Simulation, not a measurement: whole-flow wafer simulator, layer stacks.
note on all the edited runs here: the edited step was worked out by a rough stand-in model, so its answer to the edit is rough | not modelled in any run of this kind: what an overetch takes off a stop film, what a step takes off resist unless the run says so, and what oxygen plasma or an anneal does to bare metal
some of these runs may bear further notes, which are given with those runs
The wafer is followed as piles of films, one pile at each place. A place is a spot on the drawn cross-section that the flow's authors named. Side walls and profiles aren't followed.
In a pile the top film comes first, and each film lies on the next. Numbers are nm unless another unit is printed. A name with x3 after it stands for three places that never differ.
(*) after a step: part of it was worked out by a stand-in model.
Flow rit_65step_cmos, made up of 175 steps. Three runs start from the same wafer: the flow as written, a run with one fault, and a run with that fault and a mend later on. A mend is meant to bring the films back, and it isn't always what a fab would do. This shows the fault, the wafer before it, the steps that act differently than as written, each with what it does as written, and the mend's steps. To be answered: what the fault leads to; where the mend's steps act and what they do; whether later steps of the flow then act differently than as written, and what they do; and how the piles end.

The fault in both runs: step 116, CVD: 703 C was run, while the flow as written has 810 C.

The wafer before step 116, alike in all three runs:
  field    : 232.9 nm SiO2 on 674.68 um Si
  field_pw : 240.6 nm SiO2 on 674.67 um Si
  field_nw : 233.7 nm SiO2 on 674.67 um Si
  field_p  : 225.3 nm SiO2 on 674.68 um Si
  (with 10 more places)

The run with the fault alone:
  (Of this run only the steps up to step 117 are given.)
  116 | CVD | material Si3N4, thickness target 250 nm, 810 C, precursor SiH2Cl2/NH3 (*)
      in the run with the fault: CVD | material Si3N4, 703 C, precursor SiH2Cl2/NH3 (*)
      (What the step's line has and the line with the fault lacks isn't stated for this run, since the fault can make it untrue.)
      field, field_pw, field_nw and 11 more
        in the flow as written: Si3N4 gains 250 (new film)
        in the run with the fault: Si3N4 gains 38.6 (new film)
  Later steps of the flow up to step 117 that are run all act as written at every place that is followed.
  The piles after step 117 differ from the flow's at field, field_pw, field_nw and 11 more by more than 2% or 0.5 nm, whichever is larger.
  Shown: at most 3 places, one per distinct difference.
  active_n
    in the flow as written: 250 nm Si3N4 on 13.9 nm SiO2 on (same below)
    in the run with the fault: 38.6 nm Si3N4 on 13.9 nm SiO2 on (same below)
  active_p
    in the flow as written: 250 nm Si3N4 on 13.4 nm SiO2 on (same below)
    in the run with the fault: 38.6 nm Si3N4 on 13.4 nm SiO2 on (same below)
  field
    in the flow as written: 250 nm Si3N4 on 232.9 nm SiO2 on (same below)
    in the run with the fault: 38.6 nm Si3N4 on 232.9 nm SiO2 on (same below)

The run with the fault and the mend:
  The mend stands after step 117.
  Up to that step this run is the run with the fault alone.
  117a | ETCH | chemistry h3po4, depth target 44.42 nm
      field, field_pw, field_nw and 11 more
        Si3N4 loses 38.6 (all of it)
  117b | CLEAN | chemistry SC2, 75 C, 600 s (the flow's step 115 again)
      alters no film at any place that is followed
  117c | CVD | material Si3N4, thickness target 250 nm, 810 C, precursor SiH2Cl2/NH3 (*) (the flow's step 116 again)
      field, field_pw, field_nw and 11 more
        Si3N4 gains 250 (new film)
  Later steps of the flow that are run all act as written at every place that is followed.
  By the end, the piles equal the flow's at every place that both follow.
